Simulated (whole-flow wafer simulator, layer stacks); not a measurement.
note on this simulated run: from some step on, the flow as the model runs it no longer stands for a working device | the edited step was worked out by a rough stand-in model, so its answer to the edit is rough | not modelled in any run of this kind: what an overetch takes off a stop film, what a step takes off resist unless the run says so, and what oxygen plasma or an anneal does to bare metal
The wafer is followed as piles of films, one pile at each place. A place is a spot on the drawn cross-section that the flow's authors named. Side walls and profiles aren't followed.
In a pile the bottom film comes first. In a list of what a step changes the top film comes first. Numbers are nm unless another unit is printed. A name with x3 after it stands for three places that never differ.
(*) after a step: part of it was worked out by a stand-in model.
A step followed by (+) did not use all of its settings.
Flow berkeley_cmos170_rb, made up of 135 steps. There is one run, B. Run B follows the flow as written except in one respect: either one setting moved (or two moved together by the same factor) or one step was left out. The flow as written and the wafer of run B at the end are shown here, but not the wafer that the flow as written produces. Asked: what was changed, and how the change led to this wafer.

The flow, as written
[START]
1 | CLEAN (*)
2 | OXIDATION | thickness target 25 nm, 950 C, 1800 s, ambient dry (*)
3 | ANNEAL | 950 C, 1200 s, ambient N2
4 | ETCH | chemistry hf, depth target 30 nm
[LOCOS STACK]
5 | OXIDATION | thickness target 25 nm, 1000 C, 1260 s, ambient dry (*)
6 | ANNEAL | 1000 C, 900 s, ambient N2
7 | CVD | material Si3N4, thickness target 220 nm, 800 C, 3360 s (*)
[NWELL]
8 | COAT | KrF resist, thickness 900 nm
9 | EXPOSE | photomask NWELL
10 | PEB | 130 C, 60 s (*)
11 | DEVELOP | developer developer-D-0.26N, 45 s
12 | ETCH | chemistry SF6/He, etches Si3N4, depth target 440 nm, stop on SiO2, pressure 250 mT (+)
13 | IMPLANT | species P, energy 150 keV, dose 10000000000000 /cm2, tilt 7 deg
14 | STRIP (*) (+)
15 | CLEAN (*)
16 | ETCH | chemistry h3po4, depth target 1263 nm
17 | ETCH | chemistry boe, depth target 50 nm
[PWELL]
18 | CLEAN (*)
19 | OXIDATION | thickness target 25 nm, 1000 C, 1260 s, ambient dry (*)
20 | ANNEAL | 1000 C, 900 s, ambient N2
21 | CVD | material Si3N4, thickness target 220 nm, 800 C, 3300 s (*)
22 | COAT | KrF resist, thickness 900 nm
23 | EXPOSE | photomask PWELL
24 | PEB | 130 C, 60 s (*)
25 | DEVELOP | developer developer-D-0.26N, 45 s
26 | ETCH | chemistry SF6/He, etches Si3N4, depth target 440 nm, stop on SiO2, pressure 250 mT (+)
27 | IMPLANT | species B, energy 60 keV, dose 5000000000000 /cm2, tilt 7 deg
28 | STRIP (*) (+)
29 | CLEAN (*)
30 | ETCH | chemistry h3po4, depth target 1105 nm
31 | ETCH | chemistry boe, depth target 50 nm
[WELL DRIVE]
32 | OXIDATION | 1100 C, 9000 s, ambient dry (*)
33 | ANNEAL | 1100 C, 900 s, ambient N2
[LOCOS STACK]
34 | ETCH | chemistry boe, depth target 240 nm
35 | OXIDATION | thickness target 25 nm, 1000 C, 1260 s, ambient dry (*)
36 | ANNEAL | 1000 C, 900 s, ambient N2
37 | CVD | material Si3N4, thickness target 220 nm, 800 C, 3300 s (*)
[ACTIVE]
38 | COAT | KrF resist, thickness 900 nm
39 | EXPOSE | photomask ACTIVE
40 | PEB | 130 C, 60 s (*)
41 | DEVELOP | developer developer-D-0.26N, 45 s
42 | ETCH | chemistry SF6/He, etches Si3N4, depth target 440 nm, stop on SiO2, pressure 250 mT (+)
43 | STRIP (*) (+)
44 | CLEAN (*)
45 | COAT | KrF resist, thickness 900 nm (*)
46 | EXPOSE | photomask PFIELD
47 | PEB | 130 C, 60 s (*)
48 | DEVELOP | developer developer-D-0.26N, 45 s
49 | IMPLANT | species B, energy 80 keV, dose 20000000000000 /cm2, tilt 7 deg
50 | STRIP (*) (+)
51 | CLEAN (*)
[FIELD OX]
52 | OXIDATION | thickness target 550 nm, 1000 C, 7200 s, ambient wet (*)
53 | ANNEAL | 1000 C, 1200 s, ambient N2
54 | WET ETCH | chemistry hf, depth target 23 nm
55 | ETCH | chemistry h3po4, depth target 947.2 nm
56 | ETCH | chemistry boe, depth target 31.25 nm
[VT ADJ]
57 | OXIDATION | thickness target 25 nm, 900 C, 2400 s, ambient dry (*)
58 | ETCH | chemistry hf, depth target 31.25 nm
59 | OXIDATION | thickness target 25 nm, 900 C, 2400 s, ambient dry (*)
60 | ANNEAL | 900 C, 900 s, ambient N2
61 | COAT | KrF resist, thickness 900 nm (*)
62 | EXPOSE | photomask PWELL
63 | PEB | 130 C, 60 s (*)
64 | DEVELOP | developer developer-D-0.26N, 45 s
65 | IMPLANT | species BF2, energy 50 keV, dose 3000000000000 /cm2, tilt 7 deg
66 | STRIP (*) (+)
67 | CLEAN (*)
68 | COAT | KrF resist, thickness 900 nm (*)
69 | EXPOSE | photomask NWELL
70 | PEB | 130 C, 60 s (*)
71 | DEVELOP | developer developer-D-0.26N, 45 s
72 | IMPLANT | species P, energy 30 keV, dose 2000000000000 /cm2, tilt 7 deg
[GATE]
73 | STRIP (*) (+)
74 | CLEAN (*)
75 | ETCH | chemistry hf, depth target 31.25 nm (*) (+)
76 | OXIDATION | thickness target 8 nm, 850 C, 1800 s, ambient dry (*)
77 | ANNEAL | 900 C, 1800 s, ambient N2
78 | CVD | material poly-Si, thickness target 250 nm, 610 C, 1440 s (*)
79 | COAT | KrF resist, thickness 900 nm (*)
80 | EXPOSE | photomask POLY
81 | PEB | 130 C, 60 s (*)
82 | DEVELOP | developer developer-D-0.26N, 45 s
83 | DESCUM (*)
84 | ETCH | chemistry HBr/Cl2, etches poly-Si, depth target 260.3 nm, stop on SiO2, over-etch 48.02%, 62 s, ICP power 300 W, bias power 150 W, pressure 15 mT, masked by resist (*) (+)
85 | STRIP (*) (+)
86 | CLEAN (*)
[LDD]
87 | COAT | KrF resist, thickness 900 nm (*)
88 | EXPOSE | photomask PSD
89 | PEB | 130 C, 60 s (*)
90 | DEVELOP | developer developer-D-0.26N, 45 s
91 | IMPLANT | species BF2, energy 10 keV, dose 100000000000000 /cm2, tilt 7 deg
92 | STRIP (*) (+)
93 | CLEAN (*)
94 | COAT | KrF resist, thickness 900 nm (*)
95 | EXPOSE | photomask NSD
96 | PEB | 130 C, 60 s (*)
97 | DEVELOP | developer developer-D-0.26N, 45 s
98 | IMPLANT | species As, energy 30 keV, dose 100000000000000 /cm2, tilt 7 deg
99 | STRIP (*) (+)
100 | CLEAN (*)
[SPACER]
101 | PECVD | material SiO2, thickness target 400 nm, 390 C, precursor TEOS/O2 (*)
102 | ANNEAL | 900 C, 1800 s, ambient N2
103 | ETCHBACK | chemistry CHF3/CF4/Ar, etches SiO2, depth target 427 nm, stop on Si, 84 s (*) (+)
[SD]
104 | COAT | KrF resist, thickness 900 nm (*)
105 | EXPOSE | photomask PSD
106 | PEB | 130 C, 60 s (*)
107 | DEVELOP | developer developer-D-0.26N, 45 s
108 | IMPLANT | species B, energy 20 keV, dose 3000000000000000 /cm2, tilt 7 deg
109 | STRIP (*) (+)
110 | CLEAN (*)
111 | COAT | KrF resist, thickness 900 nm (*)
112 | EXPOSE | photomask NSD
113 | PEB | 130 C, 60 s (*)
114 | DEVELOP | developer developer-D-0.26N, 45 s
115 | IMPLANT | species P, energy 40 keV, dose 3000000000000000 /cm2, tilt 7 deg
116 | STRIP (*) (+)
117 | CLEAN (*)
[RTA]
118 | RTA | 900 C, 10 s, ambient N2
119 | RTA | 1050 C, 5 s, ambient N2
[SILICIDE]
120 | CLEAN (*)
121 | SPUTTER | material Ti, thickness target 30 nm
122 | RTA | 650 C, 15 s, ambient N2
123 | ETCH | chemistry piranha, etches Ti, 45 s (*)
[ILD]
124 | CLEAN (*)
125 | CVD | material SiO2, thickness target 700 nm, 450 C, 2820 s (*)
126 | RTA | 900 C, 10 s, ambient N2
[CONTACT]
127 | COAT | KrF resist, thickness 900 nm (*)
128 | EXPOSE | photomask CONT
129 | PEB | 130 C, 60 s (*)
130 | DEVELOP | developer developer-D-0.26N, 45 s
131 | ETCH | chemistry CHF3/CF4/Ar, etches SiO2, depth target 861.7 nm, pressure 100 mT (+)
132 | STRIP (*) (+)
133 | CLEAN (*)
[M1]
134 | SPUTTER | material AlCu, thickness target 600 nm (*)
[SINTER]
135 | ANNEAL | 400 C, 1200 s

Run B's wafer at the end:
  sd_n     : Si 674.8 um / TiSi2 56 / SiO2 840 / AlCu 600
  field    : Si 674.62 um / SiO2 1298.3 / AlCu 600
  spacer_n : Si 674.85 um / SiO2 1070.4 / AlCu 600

The reason: step 125, CVD: 3384 s was run, whereas the flow has 2820 s.

How this came from the change, step by step:
  125 | CVD | material SiO2, thickness target 700 nm, 450 C, 2820 s (*)
      sd_n, gate, sd_p, gate_p, contact, m1: SiO2 gains 840 (new film) (it would be, as written: SiO2 gains 700 (new film))
      field, spacer_n, spacer_p: SiO2 gains 840 (it would be, as written: SiO2 gains 700)
  131 | ETCH | chemistry CHF3/CF4/Ar, etches SiO2, depth target 861.7 nm, pressure 100 mT (+)
      contact: SiO2 loses 840 (all of it), TiSi2 loses 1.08 (it would be, as written: SiO2 loses 700 (all of it), TiSi2 loses 8.08)
  134 | SPUTTER | material AlCu, thickness target 600 nm (*)
      contact: AlCu gains 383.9 (new film) (it would be, as written: AlCu gains 415.1 (new film))
